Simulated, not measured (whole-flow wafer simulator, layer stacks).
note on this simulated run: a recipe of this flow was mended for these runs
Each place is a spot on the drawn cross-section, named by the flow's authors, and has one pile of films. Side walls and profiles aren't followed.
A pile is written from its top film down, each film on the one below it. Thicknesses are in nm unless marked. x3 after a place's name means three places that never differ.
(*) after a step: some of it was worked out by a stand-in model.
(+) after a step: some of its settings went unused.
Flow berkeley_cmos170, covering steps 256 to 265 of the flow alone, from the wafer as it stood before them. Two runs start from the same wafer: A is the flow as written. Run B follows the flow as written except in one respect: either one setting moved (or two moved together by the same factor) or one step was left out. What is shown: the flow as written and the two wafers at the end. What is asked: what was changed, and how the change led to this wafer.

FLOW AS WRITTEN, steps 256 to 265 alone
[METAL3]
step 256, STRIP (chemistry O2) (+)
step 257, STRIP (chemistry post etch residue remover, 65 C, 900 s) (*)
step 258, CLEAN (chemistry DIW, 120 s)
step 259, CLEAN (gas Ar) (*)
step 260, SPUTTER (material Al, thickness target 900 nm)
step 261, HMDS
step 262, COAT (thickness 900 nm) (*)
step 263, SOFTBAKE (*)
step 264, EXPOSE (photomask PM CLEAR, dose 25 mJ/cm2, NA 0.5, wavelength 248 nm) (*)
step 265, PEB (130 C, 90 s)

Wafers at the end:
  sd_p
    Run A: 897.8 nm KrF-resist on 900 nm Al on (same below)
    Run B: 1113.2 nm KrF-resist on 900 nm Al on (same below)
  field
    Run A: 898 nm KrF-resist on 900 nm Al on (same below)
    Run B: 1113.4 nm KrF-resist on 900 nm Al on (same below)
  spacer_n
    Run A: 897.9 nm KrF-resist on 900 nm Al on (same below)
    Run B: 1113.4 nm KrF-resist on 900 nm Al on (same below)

Cause: step 262, COAT: thickness 1116 nm was run, though the flow has thickness 900 nm.

How this came from the change, step by step:
  step 262, COAT (thickness 900 nm) (*)
      field, mark: A +900 KrF-resist (new film) | B +1116 KrF-resist (new film)
      spacer_n, gate_n: A +899.9 KrF-resist (new film) | B +1115.9 KrF-resist (new film)
      (also at 9 further places)
  step 265, PEB (130 C, 90 s)
      field, mark, sd_n and 6 more: A -2 KrF-resist | B -2.58 KrF-resist
      m1: A -1.92 KrF-resist | B -2.5 KrF-resist
      (also at 3 further places)
